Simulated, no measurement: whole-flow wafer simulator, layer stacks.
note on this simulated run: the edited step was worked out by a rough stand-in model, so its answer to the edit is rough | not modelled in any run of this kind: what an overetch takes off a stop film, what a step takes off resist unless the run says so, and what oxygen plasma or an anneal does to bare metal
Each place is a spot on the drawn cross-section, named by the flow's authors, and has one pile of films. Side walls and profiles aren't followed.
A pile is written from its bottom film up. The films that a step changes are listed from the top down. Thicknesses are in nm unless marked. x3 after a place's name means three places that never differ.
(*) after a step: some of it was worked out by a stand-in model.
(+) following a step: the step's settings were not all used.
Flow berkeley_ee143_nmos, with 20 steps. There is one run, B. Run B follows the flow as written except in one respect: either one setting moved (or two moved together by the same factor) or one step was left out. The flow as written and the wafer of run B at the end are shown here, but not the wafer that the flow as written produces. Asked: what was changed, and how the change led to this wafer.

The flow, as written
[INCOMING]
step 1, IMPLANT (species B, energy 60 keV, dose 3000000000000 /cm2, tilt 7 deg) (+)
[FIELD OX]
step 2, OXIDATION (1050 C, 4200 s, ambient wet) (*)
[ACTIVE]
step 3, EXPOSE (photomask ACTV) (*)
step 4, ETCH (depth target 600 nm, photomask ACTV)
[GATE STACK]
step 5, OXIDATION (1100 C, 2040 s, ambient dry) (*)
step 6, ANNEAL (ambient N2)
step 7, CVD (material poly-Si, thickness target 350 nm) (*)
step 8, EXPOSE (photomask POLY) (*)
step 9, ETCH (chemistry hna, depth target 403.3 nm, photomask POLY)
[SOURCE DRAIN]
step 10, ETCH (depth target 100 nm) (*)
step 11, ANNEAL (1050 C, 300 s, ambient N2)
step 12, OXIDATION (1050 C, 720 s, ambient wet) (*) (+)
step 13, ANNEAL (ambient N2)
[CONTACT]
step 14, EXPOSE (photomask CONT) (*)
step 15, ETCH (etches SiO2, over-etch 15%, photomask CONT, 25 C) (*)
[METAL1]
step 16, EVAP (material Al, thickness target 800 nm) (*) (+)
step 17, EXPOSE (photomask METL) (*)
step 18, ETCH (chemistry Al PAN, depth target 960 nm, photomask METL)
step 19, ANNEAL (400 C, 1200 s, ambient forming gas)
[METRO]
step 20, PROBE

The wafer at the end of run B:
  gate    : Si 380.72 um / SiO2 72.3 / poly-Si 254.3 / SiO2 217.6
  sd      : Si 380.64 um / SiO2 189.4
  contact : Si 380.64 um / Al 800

Cause: step 5, OXIDATION: 1734 s was run, while the flow as written has 2040 s.

Step by step, how the change led to this:
  step 5, OXIDATION (1100 C, 2040 s, ambient dry) (*)
      gate, sd, contact: +72.3 SiO2 (new film), -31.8 Si (as written it would have been: +79.7 SiO2 (new film), -35.1 Si)
      field: +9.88 SiO2, -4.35 Si (as written it would have been: +11.6 SiO2, -5.1 Si)
  step 10, ETCH (depth target 100 nm) (*)
      sd, contact: -72.3 SiO2 (all of it) (as written it would have been: -79.7 SiO2 (all of it))
